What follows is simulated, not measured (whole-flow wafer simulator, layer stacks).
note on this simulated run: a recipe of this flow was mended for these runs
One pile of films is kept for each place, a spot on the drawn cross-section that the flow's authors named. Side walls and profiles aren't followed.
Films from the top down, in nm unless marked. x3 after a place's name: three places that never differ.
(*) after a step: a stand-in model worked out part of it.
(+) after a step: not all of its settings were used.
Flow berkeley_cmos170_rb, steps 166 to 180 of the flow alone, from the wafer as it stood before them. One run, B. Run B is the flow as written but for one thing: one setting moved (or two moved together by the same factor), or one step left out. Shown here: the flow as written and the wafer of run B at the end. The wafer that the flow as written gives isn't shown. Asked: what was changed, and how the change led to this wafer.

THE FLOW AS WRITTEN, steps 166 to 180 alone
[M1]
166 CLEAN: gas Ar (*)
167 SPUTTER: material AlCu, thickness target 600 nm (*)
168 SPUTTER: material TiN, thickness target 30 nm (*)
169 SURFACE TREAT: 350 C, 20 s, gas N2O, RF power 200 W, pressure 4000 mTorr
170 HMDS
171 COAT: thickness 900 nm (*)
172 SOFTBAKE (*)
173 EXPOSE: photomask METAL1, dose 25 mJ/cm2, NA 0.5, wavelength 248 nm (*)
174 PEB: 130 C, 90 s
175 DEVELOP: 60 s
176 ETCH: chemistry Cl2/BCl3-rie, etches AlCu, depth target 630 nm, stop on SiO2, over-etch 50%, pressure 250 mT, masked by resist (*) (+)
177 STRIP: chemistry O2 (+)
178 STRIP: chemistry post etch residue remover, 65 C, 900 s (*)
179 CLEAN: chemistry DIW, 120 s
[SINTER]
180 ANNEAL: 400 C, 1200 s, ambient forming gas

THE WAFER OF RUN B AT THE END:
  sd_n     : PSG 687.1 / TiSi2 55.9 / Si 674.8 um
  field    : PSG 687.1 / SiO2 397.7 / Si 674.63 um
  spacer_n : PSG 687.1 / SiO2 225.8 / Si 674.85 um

The cause: step 167, SPUTTER: thickness target 855 nm was run, where the flow has thickness target 600 nm.

How the change led to this, step by step:
  167 SPUTTER: material AlCu, thickness target 600 nm (*)
      field, sd_n, spacer_n, gate, spacer_p, gate_p, m1: AlCu +855 (new film) (as written it would be: AlCu +600 (new film))
      sd_p: AlCu +796.6 (new film) (as written it would be: AlCu +549.6 (new film))
      (and at 1 more place)
  168 SPUTTER: material TiN, thickness target 30 nm (*)
      contact: TiN +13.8 (new film) (as written it would be: TiN +16.3 (new film))
  171 COAT: thickness 900 nm (*)
      contact: KrF-resist +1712 (new film) (as written it would be: KrF-resist +1612.7 (new film))
  176 ETCH: chemistry Cl2/BCl3-rie, etches AlCu, depth target 630 nm, stop on SiO2, over-etch 50%, pressure 250 mT, masked by resist (*) (+)
      field, sd_n, spacer_n, gate, spacer_p, gate_p: TiN -30 (all of it), AlCu -855 (all of it), PSG -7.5 (as written it would be: TiN -30 (all of it), AlCu -600 (all of it), PSG -39.4)
      sd_p: TiN -25.7 (all of it), AlCu -796.6 (all of it), PSG -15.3 (as written it would be: TiN -25.8 (all of it), AlCu -549.6 (all of it), PSG -46.2)
  177 STRIP: chemistry O2 (+)
      contact: KrF-resist -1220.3 (all of it) (as written it would be: KrF-resist -1121.3 (all of it))
